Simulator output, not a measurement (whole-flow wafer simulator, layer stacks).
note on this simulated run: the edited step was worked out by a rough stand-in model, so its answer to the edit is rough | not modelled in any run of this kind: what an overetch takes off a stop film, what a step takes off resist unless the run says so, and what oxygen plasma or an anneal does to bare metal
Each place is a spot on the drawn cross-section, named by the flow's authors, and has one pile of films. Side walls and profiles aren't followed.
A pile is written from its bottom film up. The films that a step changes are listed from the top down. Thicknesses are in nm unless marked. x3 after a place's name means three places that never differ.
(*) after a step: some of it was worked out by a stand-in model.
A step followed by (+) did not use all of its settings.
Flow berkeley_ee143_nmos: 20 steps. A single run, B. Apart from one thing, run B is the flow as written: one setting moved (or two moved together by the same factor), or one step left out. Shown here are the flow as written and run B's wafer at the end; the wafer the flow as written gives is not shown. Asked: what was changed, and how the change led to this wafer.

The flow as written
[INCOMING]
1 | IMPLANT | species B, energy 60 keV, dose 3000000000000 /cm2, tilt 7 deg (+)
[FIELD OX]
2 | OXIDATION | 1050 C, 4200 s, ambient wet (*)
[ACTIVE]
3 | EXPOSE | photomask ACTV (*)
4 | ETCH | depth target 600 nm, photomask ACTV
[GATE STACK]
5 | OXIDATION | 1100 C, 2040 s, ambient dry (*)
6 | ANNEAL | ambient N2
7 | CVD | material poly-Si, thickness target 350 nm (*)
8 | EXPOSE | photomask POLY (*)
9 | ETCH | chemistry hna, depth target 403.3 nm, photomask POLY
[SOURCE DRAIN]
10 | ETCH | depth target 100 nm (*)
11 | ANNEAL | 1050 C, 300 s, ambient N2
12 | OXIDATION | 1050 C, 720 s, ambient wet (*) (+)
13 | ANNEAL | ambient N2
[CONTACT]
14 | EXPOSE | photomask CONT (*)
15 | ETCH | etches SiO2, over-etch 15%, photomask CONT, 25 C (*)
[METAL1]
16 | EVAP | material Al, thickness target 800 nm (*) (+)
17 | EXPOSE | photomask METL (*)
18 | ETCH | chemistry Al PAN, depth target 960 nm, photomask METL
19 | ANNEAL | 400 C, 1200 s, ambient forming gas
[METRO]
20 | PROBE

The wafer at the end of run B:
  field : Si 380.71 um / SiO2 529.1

What caused this: step 10, ETCH: depth target 120 nm was run, whereas the flow has depth target 100 nm.

How this came from the change, step by step:
  10 | ETCH | depth target 100 nm (*)
      field: -120 SiO2 (in the flow as written it would be: -100 SiO2)
  12 | OXIDATION | 1050 C, 720 s, ambient wet (*) (+)
      field: +71.2 SiO2, -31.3 Si (in the flow as written it would be: +69.1 SiO2, -30.4 Si)
